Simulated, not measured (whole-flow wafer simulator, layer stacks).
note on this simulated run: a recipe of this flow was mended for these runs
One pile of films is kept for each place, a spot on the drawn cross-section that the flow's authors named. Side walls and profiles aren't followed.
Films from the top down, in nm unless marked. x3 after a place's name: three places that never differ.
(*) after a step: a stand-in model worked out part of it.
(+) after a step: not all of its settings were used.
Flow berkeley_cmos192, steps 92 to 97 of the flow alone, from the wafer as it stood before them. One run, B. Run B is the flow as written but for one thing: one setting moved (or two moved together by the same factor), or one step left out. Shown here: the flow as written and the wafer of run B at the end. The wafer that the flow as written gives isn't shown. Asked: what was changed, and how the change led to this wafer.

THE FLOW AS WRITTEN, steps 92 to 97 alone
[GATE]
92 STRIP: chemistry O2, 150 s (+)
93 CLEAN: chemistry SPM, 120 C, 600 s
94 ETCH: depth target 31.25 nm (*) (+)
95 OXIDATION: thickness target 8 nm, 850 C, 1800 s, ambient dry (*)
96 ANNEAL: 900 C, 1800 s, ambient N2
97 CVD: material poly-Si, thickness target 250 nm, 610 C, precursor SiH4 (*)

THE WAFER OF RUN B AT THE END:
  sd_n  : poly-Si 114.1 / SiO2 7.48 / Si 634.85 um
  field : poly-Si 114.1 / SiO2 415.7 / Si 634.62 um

The cause: step 97, CVD: 575 C was run, where the flow has 610 C.

How the change led to this, step by step:
  97 CVD: material poly-Si, thickness target 250 nm, 610 C, precursor SiH4 (*)
      field, sd_n, spacer_n, gate, sd_p, spacer_p x2, contact, m1: poly-Si +114.1 (new film) (as written it would be: poly-Si +250 (new film))
